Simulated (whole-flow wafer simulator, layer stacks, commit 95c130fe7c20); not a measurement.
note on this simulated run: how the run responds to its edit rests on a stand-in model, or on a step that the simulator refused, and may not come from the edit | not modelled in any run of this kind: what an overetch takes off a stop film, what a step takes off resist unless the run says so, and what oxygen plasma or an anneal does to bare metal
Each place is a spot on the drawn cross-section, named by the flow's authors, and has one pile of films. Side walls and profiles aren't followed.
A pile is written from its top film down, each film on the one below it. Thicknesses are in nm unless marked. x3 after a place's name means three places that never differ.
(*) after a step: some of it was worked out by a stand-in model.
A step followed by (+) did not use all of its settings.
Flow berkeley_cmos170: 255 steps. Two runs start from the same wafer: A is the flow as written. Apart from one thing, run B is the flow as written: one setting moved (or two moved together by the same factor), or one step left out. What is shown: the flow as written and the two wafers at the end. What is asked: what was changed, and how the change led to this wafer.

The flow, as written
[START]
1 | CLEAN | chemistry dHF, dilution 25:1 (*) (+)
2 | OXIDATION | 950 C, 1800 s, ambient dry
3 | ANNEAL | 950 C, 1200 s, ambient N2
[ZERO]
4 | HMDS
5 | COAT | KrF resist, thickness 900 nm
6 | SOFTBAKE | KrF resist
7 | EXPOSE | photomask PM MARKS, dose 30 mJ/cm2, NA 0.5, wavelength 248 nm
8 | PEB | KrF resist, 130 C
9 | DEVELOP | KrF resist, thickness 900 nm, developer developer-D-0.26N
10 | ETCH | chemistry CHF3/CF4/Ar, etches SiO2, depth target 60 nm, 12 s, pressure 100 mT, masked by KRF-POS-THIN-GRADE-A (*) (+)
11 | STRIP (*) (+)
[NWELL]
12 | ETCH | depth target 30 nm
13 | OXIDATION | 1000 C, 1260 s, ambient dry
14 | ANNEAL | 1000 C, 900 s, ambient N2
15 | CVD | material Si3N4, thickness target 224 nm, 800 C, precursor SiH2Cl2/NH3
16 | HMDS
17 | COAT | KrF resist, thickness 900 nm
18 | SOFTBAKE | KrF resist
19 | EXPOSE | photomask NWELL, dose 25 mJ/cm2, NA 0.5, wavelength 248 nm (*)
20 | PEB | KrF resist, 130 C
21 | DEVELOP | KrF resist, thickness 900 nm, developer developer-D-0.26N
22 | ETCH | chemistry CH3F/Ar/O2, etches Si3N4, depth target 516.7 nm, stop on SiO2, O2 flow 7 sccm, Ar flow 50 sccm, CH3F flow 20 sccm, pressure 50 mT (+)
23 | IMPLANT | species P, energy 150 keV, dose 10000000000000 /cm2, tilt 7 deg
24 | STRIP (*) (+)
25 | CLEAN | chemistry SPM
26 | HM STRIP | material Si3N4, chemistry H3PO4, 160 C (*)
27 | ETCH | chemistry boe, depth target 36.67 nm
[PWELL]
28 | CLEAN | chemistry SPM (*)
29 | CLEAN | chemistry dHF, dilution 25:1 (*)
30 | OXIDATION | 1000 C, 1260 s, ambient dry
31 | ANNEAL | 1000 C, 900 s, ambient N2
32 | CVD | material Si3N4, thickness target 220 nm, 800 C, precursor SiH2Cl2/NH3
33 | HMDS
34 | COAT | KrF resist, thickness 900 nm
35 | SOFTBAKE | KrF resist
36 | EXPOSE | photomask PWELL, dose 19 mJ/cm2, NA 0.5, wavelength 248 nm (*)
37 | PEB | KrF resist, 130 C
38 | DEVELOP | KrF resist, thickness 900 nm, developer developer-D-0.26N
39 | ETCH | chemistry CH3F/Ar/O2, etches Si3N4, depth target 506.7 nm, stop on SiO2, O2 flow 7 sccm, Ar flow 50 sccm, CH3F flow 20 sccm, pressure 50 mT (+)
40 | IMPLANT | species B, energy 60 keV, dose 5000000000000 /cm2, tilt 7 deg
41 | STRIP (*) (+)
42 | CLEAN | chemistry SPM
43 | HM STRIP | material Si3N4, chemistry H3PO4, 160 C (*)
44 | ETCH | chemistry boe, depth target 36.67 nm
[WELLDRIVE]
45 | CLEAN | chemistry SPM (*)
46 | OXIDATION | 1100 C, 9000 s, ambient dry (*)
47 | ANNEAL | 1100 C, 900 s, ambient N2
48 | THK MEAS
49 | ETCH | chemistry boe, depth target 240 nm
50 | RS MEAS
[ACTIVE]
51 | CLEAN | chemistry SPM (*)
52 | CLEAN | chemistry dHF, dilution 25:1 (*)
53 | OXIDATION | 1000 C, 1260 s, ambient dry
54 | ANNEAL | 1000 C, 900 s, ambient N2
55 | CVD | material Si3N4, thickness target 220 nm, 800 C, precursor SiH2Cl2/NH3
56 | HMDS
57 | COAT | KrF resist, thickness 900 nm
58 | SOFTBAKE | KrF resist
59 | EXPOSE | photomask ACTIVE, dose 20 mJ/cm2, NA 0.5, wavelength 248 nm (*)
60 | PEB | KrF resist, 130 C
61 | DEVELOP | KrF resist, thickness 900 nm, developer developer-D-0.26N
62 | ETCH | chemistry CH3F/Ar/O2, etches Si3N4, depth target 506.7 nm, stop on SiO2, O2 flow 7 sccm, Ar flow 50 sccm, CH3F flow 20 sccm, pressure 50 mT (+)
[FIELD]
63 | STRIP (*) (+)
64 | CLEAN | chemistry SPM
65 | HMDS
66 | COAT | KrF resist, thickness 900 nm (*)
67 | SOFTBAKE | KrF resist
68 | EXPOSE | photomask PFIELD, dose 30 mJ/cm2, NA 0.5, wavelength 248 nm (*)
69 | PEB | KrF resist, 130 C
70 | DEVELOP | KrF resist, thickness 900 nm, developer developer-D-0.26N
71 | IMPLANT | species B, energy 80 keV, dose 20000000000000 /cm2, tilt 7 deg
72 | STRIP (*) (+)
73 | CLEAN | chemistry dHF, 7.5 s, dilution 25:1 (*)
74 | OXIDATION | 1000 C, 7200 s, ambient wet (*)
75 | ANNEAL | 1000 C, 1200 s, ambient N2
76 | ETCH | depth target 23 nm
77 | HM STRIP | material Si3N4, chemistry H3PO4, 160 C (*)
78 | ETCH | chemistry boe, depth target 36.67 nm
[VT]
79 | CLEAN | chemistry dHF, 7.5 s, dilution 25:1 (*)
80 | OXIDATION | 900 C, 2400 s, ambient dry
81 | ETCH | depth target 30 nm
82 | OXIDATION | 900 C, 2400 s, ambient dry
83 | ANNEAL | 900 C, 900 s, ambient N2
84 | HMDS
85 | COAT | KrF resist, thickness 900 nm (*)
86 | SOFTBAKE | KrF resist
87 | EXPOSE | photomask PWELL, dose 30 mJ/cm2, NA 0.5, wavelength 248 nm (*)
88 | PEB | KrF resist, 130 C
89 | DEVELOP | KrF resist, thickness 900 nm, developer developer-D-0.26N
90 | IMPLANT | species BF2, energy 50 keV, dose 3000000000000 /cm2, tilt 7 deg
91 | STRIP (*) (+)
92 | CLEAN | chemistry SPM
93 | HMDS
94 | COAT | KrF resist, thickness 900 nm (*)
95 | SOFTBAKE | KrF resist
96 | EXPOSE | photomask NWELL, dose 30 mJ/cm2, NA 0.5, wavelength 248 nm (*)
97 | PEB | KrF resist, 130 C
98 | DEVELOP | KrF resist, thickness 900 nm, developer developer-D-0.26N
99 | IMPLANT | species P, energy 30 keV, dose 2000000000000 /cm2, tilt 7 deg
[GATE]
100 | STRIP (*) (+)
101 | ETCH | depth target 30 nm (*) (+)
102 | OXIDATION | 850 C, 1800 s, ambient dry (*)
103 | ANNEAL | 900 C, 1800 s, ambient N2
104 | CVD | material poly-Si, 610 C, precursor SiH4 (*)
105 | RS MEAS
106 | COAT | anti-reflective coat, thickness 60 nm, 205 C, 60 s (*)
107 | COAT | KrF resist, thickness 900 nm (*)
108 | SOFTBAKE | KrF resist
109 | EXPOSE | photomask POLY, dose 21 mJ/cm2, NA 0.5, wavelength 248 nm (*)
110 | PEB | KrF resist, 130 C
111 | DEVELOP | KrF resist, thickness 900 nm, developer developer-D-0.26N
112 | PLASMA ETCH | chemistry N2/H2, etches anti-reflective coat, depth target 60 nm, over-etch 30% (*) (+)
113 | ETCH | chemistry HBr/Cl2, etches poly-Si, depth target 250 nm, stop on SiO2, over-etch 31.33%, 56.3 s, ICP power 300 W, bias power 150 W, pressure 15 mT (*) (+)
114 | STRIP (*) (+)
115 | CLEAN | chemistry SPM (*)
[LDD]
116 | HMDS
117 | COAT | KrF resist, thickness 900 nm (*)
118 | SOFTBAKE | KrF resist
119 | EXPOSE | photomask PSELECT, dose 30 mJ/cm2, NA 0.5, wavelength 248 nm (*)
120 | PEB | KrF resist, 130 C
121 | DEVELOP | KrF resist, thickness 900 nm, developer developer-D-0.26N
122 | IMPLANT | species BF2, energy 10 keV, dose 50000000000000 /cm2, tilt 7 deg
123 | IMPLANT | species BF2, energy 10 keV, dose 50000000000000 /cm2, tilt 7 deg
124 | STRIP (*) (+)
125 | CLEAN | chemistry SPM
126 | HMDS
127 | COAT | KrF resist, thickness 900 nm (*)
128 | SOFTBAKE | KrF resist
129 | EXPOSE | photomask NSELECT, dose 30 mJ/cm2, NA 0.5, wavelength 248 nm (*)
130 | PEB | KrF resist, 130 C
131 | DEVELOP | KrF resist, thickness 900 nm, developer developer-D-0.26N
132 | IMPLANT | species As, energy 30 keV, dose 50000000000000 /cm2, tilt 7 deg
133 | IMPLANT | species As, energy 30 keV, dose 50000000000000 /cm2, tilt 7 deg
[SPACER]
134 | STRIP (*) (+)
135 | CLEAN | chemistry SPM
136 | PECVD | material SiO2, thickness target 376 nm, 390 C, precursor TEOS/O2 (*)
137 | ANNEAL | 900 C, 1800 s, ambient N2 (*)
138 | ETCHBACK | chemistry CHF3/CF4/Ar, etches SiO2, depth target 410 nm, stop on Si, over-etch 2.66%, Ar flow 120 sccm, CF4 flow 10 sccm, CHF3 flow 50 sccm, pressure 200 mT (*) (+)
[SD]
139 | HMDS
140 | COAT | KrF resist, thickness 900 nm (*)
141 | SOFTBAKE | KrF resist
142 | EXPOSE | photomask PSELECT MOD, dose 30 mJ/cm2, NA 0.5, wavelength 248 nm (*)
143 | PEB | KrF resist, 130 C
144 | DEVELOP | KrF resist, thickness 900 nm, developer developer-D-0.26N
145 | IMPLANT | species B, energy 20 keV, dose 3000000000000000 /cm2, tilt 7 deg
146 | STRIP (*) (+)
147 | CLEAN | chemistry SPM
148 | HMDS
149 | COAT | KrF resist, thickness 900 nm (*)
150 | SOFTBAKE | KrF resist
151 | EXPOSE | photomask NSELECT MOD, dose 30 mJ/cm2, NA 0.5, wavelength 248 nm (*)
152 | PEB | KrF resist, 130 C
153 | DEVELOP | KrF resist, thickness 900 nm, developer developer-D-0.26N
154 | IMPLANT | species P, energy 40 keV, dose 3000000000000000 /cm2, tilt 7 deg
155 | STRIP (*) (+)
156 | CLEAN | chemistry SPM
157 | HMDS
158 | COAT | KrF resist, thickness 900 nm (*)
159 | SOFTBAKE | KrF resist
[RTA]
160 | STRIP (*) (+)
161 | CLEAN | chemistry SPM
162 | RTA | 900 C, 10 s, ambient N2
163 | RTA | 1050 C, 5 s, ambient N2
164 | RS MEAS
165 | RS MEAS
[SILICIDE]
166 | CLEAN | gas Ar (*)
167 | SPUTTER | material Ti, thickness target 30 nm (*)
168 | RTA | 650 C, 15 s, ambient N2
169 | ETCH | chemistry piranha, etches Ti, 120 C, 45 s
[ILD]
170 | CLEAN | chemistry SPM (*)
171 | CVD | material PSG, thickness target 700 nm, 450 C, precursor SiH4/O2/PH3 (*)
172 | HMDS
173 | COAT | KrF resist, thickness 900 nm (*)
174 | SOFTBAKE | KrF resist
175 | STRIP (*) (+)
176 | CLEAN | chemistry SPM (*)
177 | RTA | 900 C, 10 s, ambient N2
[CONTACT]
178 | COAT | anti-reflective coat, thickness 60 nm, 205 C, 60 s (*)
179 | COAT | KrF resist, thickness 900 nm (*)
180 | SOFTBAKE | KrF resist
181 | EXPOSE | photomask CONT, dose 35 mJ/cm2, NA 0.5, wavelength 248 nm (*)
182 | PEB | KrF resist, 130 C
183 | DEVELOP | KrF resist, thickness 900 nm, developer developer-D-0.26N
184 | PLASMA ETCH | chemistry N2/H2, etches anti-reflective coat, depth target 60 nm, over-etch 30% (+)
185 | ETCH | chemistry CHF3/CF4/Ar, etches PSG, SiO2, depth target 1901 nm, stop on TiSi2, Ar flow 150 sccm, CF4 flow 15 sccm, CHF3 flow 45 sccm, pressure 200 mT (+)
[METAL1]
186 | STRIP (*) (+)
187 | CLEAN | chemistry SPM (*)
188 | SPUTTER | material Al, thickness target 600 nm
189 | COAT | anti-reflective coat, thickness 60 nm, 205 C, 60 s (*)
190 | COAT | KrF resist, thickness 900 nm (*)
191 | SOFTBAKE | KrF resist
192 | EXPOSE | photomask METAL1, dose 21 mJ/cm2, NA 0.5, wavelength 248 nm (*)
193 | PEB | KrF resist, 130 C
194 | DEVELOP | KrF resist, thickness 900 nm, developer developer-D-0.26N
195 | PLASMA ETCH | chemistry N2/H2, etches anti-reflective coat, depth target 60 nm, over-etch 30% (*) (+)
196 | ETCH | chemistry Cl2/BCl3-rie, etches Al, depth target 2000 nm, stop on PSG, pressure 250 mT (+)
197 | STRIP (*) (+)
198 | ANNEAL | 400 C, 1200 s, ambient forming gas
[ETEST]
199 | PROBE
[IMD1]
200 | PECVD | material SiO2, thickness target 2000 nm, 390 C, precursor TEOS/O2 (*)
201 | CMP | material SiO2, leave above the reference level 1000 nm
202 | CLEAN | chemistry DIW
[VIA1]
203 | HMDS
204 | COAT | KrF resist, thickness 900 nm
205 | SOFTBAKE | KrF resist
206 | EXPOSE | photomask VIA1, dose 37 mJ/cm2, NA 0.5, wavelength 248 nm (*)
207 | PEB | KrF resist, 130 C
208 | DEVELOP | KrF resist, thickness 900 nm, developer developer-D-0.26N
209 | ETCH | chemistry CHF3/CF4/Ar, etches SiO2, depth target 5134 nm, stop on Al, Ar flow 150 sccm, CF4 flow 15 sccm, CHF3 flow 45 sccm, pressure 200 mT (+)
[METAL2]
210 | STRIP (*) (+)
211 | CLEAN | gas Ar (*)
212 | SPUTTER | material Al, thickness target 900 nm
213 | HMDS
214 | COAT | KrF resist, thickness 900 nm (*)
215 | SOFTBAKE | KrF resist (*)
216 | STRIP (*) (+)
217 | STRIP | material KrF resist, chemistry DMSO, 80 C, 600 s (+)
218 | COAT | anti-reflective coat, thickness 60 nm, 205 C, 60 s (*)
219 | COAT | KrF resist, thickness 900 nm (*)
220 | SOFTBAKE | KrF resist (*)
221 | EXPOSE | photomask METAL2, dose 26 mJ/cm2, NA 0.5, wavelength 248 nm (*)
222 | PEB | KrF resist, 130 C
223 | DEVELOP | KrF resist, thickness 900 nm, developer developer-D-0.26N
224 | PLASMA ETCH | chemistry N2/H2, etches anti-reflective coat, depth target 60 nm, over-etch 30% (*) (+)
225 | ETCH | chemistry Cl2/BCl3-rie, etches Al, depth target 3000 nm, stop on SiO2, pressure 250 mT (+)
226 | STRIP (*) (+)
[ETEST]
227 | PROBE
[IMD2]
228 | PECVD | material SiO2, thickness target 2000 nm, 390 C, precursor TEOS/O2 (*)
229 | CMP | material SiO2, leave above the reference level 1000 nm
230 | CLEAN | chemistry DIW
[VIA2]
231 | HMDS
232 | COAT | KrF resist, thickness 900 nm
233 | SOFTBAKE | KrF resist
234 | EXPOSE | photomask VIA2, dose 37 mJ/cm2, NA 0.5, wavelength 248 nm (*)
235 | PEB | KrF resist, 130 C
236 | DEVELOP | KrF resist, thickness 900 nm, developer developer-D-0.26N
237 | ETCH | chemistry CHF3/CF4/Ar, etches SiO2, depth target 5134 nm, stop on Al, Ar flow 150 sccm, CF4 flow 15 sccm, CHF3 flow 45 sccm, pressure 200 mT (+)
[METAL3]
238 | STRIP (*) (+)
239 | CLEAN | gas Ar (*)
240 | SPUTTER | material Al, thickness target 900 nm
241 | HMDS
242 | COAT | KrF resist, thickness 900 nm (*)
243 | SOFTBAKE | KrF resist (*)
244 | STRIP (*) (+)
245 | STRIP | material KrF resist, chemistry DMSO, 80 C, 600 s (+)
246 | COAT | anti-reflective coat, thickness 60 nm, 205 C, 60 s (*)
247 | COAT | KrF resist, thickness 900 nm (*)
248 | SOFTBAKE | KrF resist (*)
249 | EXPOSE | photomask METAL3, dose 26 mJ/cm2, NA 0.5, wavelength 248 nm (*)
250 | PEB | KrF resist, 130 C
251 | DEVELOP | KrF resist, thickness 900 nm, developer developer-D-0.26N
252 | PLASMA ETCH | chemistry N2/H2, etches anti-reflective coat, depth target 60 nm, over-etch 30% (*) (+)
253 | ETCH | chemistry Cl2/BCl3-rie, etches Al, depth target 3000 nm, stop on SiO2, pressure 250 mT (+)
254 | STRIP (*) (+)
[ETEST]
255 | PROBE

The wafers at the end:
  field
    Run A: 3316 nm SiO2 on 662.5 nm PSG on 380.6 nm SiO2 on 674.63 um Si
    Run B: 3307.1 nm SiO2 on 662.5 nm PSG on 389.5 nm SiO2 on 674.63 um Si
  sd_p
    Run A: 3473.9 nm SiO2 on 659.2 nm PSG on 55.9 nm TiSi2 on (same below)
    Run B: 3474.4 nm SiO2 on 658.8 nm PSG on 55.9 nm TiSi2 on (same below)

The reason: step 76, ETCH: depth target 14 nm was run, while the flow as written has depth target 23 nm.

Step by step, how the change led to this:
  76 | ETCH | depth target 23 nm
      field: A SiO2 loses 23 | B SiO2 loses 14
  106 | COAT | anti-reflective coat, thickness 60 nm, 205 C, 60 s (*)
      field: A anti-reflective coat gains 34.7 (new film) | B anti-reflective coat gains 35.7 (new film)
      sd_n: A anti-reflective coat gains 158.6 (new film) | B anti-reflective coat gains 169.9 (new film)
      (as well as at 5 more places)
  112 | PLASMA ETCH | chemistry N2/H2, etches anti-reflective coat, depth target 60 nm, over-etch 30% (*) (+)
      field: A anti-reflective coat loses 34.7 (all of it), poly-Si loses 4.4 | B anti-reflective coat loses 35.7 (all of it), poly-Si loses 4.75
      sd_n: A anti-reflective coat loses 158.6 (all of it), poly-Si loses 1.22 | B anti-reflective coat loses 169.9 (all of it), poly-Si loses 1.31
      (as well as at 3 more places)
  114 | STRIP (*) (+)
      gate_n: A chemical SiO2 gains 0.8 (new film), KrF resist loses 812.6 (all of it), anti-reflective coat loses 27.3 (all of it), poly-Si loses 0.35 | B chemical SiO2 gains 0.8 (new film), KrF resist loses 822.2 (all of it), anti-reflective coat loses 24.9 (all of it), poly-Si loses 0.35
      gate_p: A chemical SiO2 gains 0.8 (new film), KrF resist loses 782.1 (all of it), anti-reflective coat loses 29.6 (all of it), poly-Si loses 0.35 | B chemical SiO2 gains 0.8 (new film), KrF resist loses 787.1 (all of it), anti-reflective coat loses 28.4 (all of it), poly-Si loses 0.35
  178 | COAT | anti-reflective coat, thickness 60 nm, 205 C, 60 s (*)
      sd_n: A anti-reflective coat gains 135.1 (new film) | B anti-reflective coat gains 140.4 (new film)
      m2: A anti-reflective coat gains 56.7 (new film) | B anti-reflective coat gains 55.5 (new film)
  186 | STRIP (*) (+)
      sd_n: A KrF resist loses 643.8 (all of it), anti-reflective coat loses 135.1 (all of it) | B KrF resist loses 643.3 (all of it), anti-reflective coat loses 140.4 (all of it)
      m2: A KrF resist loses 689 (all of it), anti-reflective coat loses 56.7 (all of it) | B KrF resist loses 692.4 (all of it), anti-reflective coat loses 55.5 (all of it)
  189 | COAT | anti-reflective coat, thickness 60 nm, 205 C, 60 s (*)
      m2: A anti-reflective coat gains 61.1 (new film) | B anti-reflective coat gains 59.8 (new film)
  197 | STRIP (*) (+)
      m2: A KrF resist loses 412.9 (all of it), anti-reflective coat loses 61.1 (all of it) | B KrF resist loses 415.6 (all of it), anti-reflective coat loses 59.8 (all of it)
